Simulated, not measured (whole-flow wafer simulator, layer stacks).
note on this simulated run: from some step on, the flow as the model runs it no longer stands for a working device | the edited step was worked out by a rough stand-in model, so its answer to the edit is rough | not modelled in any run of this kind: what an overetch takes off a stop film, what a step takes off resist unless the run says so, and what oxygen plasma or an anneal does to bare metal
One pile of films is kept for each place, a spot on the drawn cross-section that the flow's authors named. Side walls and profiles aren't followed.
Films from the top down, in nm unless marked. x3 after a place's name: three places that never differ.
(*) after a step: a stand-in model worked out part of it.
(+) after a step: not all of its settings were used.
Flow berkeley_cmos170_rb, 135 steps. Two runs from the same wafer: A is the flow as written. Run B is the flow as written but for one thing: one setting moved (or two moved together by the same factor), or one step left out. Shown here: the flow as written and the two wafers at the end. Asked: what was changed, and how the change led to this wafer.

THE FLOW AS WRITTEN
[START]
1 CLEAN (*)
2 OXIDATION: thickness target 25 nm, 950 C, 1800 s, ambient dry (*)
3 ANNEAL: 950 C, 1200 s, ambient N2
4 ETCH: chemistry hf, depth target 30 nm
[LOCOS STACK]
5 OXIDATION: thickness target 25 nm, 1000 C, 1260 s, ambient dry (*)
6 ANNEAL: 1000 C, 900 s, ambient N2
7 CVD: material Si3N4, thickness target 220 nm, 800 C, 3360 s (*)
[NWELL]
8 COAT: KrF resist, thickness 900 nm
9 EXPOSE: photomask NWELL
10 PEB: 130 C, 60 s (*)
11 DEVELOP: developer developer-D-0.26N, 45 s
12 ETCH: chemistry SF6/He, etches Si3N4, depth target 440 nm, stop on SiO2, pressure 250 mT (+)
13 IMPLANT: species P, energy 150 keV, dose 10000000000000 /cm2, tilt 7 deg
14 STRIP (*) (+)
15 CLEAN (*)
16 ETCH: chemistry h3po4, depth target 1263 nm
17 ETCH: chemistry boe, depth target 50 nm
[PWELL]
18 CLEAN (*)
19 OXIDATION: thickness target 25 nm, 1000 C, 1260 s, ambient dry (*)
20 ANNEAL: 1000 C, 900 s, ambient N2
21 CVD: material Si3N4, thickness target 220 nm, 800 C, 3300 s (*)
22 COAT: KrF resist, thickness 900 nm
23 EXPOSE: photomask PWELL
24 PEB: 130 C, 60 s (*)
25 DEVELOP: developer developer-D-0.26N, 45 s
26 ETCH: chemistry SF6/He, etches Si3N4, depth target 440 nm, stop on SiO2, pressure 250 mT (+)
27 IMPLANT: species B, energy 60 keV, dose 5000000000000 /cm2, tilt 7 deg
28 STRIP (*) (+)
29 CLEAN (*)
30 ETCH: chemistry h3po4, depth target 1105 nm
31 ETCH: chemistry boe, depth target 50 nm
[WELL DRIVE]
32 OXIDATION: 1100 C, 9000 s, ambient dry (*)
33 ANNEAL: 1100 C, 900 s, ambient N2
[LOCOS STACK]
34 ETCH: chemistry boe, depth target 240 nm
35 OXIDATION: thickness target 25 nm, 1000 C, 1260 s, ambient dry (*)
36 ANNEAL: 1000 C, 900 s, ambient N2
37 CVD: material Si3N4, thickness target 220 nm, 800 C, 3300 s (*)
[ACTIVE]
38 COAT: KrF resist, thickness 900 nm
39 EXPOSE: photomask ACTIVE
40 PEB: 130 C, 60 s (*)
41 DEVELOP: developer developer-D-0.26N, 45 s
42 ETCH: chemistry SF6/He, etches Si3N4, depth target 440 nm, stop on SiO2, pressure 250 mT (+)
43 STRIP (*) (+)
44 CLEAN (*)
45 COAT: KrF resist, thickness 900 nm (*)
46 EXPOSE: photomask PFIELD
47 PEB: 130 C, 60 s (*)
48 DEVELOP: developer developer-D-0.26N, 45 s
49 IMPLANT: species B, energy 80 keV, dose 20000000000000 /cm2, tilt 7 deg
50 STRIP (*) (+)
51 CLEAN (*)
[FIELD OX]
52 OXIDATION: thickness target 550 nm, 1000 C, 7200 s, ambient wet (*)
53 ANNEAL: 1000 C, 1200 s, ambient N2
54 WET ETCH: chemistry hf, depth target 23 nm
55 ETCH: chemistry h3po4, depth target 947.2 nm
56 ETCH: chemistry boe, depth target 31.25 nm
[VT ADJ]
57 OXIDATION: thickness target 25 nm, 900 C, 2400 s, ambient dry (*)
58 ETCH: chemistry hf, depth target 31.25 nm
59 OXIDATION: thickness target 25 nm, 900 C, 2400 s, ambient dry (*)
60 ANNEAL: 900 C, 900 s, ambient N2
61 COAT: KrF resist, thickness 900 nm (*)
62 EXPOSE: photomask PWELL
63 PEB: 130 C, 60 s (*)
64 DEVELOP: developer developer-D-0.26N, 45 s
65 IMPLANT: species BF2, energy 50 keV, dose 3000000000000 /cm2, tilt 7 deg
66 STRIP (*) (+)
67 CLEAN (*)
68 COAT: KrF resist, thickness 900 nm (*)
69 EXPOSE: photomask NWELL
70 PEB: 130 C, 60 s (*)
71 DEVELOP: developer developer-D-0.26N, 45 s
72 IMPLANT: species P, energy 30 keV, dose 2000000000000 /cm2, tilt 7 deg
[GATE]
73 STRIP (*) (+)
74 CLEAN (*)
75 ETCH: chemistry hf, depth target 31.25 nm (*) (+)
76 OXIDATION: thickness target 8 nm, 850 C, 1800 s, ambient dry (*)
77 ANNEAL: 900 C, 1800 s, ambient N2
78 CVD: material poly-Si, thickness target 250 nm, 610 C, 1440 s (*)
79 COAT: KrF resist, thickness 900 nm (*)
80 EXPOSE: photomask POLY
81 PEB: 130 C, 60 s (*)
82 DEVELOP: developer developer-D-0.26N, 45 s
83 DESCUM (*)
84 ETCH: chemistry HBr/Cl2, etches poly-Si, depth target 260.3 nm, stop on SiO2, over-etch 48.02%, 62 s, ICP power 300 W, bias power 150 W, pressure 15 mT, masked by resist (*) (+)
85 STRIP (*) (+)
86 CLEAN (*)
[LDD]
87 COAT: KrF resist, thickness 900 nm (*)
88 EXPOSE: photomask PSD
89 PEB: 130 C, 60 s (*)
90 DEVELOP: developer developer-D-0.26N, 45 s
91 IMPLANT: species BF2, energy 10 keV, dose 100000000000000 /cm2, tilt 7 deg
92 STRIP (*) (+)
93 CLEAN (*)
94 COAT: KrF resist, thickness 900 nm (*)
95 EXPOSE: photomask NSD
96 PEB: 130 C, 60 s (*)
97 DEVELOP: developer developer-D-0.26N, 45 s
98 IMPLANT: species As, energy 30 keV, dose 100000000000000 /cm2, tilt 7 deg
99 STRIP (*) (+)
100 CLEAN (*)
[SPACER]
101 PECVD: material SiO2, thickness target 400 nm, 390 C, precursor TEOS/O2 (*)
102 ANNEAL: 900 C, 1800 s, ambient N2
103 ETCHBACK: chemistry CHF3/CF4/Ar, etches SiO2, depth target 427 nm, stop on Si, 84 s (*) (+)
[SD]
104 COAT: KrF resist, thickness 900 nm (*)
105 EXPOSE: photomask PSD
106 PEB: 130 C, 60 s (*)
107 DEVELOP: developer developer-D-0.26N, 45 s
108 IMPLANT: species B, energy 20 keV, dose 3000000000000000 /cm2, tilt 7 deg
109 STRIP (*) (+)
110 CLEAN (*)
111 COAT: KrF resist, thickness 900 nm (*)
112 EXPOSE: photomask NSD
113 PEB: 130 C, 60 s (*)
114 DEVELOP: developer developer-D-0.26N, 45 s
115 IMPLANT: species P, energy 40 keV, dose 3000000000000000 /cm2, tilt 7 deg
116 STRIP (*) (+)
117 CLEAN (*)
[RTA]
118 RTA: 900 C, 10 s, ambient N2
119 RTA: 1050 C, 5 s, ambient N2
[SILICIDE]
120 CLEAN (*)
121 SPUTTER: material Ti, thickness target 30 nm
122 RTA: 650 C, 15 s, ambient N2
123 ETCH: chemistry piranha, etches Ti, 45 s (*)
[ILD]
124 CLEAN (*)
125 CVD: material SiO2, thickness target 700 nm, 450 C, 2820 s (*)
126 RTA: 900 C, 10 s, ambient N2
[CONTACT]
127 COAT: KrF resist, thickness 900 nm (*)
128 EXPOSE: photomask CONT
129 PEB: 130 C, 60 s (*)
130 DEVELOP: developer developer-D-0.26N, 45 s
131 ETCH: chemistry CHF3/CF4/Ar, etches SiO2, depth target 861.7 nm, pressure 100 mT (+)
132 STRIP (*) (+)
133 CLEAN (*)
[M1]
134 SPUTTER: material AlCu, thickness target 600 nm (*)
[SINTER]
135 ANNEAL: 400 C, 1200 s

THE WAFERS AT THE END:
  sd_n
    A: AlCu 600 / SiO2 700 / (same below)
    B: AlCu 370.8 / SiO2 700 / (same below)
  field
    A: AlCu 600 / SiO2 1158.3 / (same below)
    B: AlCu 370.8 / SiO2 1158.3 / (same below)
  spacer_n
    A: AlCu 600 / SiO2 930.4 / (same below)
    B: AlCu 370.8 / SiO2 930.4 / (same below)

The cause: step 134, SPUTTER: thickness target 370.8 nm was run, where the flow has thickness target 600 nm.
It can be read off the wafer: sd_n has AlCu 370.8, and step 134 as written asks for 600 nm.

How the change led to this, step by step:
  134 SPUTTER: material AlCu, thickness target 600 nm (*)
      field, sd_n, spacer_n, gate, spacer_p, gate_p, m1: A AlCu +600 (new film) | B AlCu +370.8 (new film)
      sd_p: A AlCu +545.9 (new film) | B AlCu +331.5 (new film)
      (and at 1 more place)
